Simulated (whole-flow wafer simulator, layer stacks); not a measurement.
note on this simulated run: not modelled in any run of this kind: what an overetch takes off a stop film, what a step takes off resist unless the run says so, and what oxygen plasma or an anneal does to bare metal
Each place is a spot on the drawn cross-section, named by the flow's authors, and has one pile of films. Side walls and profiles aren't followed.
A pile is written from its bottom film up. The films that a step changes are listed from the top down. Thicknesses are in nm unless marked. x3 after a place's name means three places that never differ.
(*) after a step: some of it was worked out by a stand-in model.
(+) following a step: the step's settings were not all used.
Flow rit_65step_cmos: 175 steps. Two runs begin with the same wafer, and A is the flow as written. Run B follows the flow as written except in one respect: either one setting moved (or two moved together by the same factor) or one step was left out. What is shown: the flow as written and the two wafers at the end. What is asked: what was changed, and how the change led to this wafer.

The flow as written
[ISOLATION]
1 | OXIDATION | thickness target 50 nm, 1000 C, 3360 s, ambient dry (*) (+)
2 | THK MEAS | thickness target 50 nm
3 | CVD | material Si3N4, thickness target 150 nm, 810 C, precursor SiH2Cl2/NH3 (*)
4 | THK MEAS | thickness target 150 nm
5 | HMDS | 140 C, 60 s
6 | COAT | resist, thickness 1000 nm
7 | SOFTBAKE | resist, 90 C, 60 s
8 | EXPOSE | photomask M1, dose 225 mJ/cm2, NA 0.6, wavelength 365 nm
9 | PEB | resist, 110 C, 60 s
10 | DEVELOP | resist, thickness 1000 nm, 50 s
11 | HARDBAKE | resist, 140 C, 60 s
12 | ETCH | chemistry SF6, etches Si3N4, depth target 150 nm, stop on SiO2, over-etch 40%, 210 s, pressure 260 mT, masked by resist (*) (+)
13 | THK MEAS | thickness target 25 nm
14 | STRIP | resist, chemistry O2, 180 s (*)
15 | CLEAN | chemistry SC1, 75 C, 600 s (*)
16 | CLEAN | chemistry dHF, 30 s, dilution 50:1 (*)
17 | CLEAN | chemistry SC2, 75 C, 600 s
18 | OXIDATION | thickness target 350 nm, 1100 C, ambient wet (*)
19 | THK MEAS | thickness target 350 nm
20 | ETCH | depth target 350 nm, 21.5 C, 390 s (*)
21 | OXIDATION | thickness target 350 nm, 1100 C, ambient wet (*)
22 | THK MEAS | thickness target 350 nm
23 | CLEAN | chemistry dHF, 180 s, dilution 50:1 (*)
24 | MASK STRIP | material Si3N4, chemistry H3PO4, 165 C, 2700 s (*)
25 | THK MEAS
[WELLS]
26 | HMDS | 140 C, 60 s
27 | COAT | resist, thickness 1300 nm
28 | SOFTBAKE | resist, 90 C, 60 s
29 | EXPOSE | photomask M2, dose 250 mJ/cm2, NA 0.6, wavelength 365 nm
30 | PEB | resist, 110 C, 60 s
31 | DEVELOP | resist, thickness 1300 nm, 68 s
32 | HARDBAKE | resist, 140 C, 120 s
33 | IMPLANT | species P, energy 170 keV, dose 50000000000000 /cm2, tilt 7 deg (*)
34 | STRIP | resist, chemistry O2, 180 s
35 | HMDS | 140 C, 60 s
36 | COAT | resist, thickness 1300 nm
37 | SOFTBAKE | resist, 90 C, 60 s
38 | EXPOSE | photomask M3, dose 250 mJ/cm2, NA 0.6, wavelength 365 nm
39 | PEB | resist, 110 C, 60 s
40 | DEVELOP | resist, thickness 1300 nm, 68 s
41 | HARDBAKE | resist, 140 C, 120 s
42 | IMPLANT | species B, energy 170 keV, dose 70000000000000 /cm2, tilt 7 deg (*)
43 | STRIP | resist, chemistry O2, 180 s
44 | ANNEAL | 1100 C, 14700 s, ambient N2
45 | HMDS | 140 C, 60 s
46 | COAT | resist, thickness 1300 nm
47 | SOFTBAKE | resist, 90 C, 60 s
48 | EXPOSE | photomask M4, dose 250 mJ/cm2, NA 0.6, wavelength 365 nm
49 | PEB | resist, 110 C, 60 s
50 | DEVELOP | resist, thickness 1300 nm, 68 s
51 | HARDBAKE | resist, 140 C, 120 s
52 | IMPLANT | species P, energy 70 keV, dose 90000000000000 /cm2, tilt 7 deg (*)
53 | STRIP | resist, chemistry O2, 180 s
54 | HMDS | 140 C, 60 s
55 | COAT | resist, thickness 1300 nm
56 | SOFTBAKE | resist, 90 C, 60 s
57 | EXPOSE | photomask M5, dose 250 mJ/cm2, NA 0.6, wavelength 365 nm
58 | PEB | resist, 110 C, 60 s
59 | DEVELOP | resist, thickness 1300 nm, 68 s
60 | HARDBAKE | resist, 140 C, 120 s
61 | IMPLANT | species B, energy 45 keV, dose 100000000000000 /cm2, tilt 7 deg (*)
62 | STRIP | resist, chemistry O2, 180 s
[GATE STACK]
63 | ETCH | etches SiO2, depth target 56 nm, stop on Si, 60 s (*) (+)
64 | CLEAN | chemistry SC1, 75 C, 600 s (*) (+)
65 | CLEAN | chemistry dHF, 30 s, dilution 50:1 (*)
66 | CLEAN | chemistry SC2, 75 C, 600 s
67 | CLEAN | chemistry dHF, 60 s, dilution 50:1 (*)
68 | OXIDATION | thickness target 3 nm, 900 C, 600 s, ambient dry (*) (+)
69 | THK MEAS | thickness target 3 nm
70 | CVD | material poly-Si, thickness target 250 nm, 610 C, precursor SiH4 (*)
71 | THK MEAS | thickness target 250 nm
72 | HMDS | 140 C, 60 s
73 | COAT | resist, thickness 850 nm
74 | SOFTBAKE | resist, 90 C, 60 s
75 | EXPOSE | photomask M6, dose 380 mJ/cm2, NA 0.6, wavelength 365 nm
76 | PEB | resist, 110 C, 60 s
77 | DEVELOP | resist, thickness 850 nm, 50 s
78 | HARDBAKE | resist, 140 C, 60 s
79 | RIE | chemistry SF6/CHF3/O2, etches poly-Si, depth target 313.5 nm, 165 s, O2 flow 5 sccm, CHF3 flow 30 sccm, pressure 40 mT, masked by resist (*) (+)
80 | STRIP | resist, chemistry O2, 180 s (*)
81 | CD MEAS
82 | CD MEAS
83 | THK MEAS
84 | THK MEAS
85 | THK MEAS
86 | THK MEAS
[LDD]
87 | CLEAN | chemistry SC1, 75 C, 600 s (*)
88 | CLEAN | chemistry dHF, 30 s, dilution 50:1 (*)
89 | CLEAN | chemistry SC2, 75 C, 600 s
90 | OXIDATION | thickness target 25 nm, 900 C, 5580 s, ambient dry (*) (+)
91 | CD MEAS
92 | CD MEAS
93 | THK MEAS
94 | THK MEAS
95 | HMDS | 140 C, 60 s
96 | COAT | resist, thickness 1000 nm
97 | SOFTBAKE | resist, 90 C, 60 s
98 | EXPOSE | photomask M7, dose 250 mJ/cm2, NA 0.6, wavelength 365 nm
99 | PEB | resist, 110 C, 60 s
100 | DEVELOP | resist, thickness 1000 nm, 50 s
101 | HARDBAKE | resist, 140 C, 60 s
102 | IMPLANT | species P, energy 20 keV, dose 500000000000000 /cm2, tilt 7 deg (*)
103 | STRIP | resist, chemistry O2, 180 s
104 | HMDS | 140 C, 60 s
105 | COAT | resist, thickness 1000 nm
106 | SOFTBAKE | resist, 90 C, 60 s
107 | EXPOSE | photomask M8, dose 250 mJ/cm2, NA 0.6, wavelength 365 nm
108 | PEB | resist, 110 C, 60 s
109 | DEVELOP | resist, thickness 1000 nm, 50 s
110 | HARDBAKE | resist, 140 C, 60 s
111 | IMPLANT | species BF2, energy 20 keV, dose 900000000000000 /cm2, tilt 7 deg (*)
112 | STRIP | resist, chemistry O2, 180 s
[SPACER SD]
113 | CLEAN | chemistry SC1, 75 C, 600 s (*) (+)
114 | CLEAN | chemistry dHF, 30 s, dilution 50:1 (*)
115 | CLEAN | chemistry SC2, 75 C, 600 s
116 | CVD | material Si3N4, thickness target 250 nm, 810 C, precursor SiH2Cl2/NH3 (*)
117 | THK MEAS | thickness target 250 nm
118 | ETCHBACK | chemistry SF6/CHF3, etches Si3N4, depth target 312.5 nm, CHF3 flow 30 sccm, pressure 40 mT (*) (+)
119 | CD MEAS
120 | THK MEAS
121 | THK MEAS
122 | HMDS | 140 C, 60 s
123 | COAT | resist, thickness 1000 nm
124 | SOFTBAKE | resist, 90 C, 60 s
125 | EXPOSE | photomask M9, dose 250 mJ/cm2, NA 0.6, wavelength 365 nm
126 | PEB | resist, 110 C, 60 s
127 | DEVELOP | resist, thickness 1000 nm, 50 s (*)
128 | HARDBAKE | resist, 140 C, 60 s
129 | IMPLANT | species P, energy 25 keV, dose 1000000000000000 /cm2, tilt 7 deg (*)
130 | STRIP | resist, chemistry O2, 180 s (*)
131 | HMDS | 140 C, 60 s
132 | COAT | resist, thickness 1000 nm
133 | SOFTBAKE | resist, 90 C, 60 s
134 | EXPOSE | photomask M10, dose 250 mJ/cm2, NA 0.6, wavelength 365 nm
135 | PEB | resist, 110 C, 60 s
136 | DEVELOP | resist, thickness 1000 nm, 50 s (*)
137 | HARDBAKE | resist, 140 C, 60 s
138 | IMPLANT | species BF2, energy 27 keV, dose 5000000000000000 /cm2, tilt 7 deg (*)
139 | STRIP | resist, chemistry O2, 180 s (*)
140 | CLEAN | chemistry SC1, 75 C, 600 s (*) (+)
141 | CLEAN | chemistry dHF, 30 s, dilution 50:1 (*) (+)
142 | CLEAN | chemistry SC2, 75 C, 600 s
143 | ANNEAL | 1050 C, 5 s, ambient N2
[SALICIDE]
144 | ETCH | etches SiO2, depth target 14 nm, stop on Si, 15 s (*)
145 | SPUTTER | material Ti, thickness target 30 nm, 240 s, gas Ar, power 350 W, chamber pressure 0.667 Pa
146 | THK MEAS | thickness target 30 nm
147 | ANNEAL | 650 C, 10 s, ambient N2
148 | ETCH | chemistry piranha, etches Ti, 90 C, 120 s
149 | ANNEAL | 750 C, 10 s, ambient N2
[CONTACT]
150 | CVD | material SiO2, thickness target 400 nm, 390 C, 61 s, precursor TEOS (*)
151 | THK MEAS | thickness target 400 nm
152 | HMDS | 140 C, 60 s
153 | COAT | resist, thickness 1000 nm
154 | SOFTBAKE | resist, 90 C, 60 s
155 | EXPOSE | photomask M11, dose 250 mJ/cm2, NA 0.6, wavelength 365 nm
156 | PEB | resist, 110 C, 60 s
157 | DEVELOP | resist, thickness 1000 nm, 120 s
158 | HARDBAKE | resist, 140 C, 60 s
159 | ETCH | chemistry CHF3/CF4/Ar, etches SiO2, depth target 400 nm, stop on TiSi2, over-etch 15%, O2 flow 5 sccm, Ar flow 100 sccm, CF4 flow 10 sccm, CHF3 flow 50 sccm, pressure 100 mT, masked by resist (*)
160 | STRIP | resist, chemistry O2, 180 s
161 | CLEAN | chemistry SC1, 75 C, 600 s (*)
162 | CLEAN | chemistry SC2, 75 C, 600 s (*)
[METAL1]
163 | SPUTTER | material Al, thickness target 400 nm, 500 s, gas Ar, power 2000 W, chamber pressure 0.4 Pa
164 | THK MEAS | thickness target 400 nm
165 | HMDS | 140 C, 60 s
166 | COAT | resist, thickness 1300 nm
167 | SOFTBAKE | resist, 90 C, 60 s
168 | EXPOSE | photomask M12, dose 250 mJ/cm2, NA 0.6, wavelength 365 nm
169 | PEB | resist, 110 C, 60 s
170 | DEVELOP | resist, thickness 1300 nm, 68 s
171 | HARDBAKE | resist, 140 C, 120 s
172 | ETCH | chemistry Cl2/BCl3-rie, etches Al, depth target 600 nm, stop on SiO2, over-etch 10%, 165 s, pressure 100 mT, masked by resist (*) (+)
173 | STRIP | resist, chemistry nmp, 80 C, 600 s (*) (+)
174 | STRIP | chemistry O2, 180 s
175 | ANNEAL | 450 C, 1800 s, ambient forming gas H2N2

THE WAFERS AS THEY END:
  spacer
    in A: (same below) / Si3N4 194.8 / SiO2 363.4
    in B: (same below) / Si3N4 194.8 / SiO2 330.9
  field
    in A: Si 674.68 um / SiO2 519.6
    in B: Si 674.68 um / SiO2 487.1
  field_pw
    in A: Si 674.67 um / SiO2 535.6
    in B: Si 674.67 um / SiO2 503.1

What caused this: step 163, SPUTTER: thickness target 140 nm was run, though the flow has thickness target 400 nm; step 163, SPUTTER: 176 s was run, where the flow has 500 s.

The path from the change to this, step by step:
  163 | SPUTTER | material Al, thickness target 400 nm, 500 s, gas Ar, power 2000 W, chamber pressure 0.4 Pa
      field, field_p, spacer, spacer_p: A +400 Al (new film) | B +140 Al (new film)
      gate_n, gate_p: A +396 Al (new film) | B +140 Al (new film)
      (also at 2 further places)
  172 | ETCH | chemistry Cl2/BCl3-rie, etches Al, depth target 600 nm, stop on SiO2, over-etch 10%, 165 s, pressure 100 mT, masked by resist (*) (+)
      field, field_p, spacer, spacer_p: A -400 Al (all of it), -32.5 SiO2 | B -140 Al (all of it), -65 SiO2
      gate_n, gate_p: A -396 Al (all of it), -33 SiO2 | B -140 Al (all of it), -65 SiO2
      (also at 2 further places)
